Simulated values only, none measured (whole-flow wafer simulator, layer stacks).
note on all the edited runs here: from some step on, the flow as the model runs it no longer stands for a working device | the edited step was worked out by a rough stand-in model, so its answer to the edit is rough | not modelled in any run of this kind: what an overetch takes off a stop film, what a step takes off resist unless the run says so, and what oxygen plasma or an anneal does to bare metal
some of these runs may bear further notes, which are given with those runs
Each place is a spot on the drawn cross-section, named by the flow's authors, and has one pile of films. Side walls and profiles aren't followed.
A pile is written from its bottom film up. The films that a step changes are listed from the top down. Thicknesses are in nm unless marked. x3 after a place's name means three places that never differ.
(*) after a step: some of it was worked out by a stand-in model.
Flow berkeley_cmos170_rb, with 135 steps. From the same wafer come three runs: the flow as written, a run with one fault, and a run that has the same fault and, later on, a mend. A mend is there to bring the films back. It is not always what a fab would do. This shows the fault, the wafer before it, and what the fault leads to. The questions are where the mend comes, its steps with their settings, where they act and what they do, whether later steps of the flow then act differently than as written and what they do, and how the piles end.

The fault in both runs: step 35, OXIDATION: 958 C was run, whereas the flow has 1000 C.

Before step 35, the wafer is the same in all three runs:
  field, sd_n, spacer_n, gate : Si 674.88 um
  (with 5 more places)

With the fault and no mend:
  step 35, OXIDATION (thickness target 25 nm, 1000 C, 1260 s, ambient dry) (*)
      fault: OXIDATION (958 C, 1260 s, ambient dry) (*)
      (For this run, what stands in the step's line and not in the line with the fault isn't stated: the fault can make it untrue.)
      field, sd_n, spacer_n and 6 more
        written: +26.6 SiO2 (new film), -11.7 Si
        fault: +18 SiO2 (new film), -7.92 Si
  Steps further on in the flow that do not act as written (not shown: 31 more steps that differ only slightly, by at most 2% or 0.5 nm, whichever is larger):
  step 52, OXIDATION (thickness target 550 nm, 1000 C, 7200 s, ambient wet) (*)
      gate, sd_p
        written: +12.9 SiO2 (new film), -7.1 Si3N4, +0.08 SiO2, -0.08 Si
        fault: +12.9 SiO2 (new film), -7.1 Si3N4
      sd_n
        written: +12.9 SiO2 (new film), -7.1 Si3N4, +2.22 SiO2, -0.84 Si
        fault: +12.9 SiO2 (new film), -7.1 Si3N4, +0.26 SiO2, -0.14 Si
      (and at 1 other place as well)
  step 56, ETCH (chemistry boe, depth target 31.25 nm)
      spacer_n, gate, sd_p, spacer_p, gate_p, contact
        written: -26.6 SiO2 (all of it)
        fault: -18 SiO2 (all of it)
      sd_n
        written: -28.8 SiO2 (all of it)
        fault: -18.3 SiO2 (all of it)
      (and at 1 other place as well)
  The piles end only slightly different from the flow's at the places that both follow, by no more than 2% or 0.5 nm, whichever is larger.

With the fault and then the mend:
  The mend follows step 36.
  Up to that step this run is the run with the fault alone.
  step 36a, OXIDATION (1000 C, 536 s, ambient dry) (*) (the flow's step 35, run once more with other settings)
      field, sd_n, spacer_n and 6 more
        +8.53 SiO2, -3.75 Si
  Later steps of the flow that are run all act as written at every place that is followed, up to a difference of at most 2% or 0.5 nm, whichever is larger.
  By the end, the piles equal the flow's at every place that both follow.
